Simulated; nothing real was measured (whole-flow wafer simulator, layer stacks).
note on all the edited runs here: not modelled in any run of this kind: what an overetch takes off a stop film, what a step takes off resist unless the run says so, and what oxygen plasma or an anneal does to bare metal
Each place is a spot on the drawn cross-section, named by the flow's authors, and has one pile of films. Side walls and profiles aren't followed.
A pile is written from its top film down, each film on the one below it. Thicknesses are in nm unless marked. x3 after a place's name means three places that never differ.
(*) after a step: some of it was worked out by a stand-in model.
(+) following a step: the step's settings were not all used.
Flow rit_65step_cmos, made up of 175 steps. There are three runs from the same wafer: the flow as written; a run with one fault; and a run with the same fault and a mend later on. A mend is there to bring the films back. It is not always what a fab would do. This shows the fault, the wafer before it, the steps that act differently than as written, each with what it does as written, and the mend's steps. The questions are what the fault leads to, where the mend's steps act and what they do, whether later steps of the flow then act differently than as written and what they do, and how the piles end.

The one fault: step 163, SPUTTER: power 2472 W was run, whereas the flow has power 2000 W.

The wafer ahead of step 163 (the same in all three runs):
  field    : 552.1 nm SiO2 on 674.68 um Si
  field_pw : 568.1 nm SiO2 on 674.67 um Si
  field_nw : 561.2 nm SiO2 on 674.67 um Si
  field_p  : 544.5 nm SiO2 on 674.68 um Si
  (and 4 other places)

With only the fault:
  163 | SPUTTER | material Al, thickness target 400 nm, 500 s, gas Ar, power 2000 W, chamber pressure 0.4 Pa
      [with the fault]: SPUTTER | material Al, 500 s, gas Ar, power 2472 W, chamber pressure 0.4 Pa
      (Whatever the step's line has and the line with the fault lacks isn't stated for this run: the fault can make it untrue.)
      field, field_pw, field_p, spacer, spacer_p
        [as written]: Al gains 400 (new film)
        [with the fault]: Al gains 494.4 (new film)
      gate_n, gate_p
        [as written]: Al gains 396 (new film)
        [with the fault]: Al gains 482.9 (new film)
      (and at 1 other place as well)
  Steps later in the flow that act otherwise than as written (3 other steps are not shown; they differ only slightly, by no more than 2% or 0.5 nm, whichever is larger):
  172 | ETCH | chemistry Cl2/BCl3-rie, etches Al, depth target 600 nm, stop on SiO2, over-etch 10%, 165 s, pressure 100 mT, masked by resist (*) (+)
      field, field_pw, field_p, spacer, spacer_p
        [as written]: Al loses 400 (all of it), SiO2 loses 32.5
        [with the fault]: Al loses 494.4 (all of it), SiO2 loses 20.7
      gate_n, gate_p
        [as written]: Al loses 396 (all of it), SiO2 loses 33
        [with the fault]: Al loses 482.9 (all of it), SiO2 loses 22.1
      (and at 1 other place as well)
  At field, field_pw, field_nw, field_p, gate_n, gate_p, spacer, spacer_p, the piles at the end differ from the flow's by more than 2% or 0.5 nm, whichever is larger.
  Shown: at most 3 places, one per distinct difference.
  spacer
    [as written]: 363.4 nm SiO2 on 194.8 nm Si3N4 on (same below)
    [with the fault]: 375.2 nm SiO2 on 194.8 nm Si3N4 on (same below)
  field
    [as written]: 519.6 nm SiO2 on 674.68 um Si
    [with the fault]: 531.4 nm SiO2 on 674.68 um Si
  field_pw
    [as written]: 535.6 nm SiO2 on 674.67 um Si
    [with the fault]: 547.4 nm SiO2 on 674.67 um Si

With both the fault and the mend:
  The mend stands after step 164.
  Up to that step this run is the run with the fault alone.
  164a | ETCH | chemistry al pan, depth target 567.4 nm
      field, field_pw, field_nw, field_p, spacer, spacer_p
        Al loses 494.4 (all of it)
      gate_n, gate_p
        Al loses 482.9 (all of it)
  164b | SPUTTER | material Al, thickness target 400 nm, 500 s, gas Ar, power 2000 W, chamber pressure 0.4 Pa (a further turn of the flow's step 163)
      field, field_pw, field_p, spacer, spacer_p
        Al gains 400 (new film)
      gate_n, gate_p
        Al gains 396 (new film)
      field_nw
        Al gains 397.2 (new film)
  None of the later steps of the flow acts differently than as written at any place that is followed.
  The piles end the same as the flow's at every place that both follow.
